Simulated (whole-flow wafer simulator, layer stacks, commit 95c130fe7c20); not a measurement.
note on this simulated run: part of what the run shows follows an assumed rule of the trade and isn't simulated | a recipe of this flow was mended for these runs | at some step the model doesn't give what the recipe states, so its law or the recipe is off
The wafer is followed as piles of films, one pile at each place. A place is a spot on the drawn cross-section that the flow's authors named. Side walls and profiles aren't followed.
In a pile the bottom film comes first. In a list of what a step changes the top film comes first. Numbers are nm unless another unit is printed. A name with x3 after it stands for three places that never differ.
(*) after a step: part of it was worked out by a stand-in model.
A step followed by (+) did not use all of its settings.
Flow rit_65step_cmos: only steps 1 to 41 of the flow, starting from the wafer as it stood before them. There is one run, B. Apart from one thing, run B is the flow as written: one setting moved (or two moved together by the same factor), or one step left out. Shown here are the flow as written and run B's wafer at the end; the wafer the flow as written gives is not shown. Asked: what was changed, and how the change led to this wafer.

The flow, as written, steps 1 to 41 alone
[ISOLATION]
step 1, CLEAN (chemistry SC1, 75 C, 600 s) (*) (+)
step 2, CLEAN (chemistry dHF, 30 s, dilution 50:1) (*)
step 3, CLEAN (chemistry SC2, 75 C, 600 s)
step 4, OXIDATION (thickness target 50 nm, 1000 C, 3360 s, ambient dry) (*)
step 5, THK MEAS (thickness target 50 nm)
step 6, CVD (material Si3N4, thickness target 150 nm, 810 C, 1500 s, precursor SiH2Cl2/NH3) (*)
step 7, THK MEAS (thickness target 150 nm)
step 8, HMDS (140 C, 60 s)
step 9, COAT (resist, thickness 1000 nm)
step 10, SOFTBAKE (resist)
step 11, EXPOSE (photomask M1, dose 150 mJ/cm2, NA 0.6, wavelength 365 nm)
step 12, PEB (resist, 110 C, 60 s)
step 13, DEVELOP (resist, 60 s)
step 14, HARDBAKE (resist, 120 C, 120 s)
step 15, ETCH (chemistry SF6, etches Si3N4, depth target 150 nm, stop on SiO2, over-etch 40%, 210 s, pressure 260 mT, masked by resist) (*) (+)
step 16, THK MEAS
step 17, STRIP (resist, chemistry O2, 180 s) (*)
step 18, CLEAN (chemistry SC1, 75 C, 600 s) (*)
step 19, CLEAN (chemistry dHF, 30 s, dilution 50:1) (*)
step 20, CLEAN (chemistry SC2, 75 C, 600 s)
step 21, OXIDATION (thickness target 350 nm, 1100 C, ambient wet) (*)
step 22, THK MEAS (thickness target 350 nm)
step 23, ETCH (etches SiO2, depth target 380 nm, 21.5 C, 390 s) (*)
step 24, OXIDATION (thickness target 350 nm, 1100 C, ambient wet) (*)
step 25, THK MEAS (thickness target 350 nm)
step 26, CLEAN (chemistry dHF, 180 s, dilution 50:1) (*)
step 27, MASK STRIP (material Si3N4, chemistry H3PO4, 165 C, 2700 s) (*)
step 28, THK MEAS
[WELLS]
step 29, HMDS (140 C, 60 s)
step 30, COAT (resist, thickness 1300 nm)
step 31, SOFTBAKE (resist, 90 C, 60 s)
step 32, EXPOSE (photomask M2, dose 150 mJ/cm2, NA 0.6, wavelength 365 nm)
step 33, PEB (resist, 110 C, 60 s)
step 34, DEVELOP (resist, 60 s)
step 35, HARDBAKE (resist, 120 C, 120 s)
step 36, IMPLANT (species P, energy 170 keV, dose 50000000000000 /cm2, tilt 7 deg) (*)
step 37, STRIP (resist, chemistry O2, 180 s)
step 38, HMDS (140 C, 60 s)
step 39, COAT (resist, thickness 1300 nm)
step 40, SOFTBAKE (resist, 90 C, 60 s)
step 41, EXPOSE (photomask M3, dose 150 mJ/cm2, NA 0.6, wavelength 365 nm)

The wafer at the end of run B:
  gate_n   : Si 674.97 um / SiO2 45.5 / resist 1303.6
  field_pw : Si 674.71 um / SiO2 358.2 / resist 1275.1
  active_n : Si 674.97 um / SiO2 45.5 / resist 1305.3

What caused this: step 23, ETCH: depth target 243 nm was run, while the flow as written has depth target 380 nm; step 23, ETCH: 250 s was run, where the flow has 390 s.

How this came from the change, step by step:
  step 23, ETCH (etches SiO2, depth target 380 nm, 21.5 C, 390 s) (*)
      field, field_p: -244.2 SiO2 (as written it would have been: -351.3 SiO2 (all of it), -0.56 Si)
      field_pw, field_nw: -244.2 SiO2 (as written it would have been: -355.4 SiO2 (all of it), -0.49 Si)
      (also at 10 further places)
  step 24, OXIDATION (thickness target 350 nm, 1100 C, ambient wet) (*)
      field, field_p: +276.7 SiO2, -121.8 Si (as written it would have been: +350 SiO2 (new film), -154 Si)
      field_pw, field_nw: +274.4 SiO2, -120.7 Si (as written it would have been: +350 SiO2 (new film), -154 Si)
  step 30, COAT (resist, thickness 1300 nm)
      field_pw, field_nw: +1275.1 resist (new film) (as written it would have been: +1313 resist (new film))
      field: +1266.8 resist (new film) (as written it would have been: +1315.7 resist (new film))
      (also at 1 further place)
  step 33, PEB (resist, 110 C, 60 s)
      field, field_p: -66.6 resist (as written it would have been: -69.2 resist)
      field_pw, field_nw: -67.1 resist (as written it would have been: -69.1 resist)
  step 34, DEVELOP (resist, 60 s)
      field_nw: -1208 resist (all of it) (as written it would have been: -1243.9 resist (all of it))
      field_p: -1200.3 resist (all of it) (as written it would have been: -1246.5 resist (all of it))
  step 35, HARDBAKE (resist, 120 C, 120 s)
      field: -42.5 resist (as written it would have been: -44.1 resist)
      field_pw: -42.7 resist (as written it would have been: -44 resist)
  step 37, STRIP (resist, chemistry O2, 180 s)
      field: -1157.7 resist (all of it) (as written it would have been: -1202.4 resist (all of it))
      field_pw: -1165.2 resist (all of it) (as written it would have been: -1199.9 resist (all of it))
  step 39, COAT (resist, thickness 1300 nm)
      field_pw, field_nw: +1275.1 resist (new film) (as written it would have been: +1313 resist (new film))
      field: +1266.8 resist (new film) (as written it would have been: +1315.7 resist (new film))
      (also at 1 further place)
